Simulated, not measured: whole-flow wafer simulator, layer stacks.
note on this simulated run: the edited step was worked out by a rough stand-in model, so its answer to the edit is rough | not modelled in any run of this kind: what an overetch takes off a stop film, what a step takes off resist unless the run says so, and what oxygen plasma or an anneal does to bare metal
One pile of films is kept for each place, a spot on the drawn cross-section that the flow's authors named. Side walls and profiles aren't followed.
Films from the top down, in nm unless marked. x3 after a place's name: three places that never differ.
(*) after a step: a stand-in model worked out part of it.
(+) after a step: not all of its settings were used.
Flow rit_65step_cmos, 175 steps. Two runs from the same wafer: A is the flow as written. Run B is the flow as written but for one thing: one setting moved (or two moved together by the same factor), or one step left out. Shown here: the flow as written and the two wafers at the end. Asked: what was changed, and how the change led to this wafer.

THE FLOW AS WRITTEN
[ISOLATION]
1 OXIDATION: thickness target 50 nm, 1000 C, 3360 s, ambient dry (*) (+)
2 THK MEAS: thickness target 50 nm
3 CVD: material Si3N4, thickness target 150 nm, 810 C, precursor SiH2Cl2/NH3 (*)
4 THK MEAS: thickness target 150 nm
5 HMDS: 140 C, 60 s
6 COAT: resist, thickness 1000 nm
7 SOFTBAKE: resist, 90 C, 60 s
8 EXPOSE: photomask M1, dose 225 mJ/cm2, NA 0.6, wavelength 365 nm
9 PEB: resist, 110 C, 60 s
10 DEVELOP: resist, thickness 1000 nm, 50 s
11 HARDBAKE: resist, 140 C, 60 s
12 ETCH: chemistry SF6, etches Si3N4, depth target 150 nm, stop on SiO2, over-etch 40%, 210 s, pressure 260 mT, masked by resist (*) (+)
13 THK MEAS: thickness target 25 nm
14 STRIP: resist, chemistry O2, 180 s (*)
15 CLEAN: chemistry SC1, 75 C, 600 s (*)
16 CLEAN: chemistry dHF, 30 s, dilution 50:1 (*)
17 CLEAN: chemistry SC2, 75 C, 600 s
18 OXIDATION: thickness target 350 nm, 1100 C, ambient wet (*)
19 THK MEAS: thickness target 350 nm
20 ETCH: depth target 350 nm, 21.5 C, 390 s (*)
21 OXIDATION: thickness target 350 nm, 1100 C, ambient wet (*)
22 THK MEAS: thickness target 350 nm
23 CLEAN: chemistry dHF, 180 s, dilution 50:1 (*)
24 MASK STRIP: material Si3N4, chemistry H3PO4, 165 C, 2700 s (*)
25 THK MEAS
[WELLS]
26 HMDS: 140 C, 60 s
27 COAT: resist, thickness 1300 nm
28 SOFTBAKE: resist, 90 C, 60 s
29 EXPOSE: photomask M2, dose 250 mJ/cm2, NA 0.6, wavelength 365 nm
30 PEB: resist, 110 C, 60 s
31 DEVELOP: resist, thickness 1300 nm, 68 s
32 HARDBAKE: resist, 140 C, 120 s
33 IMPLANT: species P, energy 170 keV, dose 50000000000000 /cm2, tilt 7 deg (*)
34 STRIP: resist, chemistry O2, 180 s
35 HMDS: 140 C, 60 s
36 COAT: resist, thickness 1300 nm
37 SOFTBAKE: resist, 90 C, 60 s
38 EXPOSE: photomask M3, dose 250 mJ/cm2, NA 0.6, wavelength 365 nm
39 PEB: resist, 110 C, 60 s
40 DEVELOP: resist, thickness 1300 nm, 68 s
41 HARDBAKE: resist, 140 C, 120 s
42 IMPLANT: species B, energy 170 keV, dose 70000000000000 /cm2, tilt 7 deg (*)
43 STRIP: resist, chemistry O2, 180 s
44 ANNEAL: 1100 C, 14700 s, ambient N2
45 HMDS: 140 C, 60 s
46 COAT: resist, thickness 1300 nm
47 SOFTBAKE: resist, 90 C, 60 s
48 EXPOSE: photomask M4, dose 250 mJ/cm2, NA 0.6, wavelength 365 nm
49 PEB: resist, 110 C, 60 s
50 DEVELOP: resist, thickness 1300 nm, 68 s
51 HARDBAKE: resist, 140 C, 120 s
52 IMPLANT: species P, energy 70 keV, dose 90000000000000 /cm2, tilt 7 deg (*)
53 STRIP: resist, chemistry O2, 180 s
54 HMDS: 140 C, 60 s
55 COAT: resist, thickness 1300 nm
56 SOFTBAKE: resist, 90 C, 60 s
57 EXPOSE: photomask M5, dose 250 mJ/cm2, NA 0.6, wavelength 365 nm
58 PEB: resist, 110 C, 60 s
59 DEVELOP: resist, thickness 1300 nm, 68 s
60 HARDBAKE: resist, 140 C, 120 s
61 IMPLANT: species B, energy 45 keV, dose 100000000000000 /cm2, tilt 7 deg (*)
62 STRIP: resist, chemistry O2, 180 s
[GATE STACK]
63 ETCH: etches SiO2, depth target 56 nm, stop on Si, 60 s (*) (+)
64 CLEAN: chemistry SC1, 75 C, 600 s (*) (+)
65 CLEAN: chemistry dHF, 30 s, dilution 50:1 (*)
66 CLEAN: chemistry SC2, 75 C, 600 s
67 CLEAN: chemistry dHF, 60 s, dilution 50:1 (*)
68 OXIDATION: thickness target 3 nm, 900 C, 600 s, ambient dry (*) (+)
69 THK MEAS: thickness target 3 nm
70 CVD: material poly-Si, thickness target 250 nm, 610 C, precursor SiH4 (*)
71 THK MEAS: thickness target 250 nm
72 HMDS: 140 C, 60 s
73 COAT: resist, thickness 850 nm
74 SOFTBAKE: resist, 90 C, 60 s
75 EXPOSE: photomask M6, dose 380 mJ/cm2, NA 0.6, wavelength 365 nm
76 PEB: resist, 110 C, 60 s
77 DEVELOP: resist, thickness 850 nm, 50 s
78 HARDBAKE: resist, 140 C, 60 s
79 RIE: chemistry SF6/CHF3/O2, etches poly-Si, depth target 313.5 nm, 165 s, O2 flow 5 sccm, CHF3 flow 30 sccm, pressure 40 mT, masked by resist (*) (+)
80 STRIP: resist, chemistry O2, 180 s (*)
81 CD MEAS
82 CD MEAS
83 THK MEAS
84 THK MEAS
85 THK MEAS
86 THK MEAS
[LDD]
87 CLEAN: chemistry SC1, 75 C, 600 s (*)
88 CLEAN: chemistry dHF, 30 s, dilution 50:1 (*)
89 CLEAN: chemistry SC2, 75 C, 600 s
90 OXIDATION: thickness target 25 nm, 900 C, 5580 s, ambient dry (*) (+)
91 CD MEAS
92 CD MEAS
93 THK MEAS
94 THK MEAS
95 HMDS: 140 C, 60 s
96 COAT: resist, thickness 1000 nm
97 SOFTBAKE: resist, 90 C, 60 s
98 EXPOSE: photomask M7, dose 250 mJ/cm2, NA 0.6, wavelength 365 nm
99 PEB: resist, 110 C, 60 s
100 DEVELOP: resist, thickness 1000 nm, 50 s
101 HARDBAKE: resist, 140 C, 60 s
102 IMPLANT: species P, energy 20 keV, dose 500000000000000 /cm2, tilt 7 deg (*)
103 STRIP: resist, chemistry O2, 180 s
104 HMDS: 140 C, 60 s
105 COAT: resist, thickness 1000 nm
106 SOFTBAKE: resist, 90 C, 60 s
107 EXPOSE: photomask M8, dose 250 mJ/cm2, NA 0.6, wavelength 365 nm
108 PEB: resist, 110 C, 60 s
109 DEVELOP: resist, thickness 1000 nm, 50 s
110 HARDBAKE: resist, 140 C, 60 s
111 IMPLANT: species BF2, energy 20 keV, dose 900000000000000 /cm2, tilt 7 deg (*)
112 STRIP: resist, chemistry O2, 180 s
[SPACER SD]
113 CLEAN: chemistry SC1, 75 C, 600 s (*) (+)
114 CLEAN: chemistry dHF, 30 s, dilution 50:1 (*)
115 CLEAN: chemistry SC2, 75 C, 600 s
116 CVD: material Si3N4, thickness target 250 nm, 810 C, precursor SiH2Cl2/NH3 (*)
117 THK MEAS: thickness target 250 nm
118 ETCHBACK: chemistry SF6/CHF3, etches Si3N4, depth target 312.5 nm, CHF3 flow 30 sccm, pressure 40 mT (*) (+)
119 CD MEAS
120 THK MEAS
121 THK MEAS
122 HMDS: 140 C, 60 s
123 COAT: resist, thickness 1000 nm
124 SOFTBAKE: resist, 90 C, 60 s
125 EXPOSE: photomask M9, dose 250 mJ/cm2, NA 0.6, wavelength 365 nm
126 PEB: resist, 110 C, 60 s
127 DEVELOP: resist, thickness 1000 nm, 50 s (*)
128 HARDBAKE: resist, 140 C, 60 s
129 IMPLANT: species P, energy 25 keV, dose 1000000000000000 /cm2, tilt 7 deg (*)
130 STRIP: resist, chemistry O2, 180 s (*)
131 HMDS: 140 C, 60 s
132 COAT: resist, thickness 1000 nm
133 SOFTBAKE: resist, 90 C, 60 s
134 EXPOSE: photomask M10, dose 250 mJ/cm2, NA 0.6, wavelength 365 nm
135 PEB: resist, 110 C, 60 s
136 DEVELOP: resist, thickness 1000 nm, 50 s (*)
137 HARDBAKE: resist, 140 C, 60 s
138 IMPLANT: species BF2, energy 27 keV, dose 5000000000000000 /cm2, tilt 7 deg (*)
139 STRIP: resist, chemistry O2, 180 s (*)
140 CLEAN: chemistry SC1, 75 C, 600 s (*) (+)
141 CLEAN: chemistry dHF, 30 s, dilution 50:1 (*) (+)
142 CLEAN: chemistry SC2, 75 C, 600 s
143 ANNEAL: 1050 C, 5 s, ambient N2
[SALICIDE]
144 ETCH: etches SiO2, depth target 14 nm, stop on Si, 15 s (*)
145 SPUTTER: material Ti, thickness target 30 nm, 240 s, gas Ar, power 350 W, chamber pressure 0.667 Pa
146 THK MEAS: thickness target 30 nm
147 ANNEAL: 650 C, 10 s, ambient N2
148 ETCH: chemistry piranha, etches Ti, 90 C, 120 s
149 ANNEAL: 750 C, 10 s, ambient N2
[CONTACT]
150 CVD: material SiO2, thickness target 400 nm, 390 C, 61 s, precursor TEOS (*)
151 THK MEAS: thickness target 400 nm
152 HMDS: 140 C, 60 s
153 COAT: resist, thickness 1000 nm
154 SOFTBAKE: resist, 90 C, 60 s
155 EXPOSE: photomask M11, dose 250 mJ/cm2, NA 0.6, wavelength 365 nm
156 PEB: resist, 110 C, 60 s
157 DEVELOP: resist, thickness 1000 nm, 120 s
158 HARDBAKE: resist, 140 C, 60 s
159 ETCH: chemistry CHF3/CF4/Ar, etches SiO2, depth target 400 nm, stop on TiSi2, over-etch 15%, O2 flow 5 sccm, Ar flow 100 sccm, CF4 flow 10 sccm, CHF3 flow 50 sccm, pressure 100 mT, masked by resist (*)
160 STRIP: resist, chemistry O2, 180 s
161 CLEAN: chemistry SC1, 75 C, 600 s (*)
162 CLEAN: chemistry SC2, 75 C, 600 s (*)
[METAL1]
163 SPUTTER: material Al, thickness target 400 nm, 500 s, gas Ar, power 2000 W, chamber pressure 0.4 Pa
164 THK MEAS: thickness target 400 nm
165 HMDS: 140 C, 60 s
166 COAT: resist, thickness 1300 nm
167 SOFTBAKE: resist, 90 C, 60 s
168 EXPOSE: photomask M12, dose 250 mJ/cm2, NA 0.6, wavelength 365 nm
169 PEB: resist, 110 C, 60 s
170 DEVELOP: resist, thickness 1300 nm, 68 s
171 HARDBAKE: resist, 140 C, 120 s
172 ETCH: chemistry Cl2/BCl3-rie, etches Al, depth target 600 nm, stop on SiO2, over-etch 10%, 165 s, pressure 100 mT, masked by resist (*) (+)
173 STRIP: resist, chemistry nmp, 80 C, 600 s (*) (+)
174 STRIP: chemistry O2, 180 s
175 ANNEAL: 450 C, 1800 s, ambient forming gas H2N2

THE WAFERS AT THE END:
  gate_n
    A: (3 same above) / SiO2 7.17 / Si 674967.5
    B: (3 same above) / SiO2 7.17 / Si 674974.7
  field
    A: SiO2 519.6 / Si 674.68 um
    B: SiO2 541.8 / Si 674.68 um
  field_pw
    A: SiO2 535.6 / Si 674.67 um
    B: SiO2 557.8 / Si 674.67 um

The cause: step 63, ETCH: 36 s was run, where the flow has 60 s.

How the change led to this, step by step:
  63 ETCH: etches SiO2, depth target 56 nm, stop on Si, 60 s (*) (+)
      active_n, active_p, gate_n and 7 more: A SiO2 -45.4 (all of it), Si -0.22 | B SiO2 -33.6
      field, field_pw, field_nw, field_p: A SiO2 -56 | B SiO2 -33.6
  64 CLEAN: chemistry SC1, 75 C, 600 s (*) (+)
      active_n, active_p, gate_n and 7 more: A chemical SiO2 +0.6 (new film), Si -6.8 | B SiO2 -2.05
  65 CLEAN: chemistry dHF, 30 s, dilution 50:1 (*)
      active_n, gate_n, spacer, sd_n, contact, m1: A chemical SiO2 -0.6 (all of it) | B SiO2 -3.25
      active_p, gate_p, spacer_p, sd_p: A chemical SiO2 -0.6 (all of it) | B SiO2 -5.7
  67 CLEAN: chemistry dHF, 60 s, dilution 50:1 (*)
      gate_n, spacer, sd_n, contact, m1: A chemical SiO2 -0.4 (all of it) | B SiO2 -6.52 (all of it)
      gate_p, spacer_p, sd_p: A chemical SiO2 -0.4 (all of it) | B SiO2 -4.08 (all of it)
      (and at 2 more places)
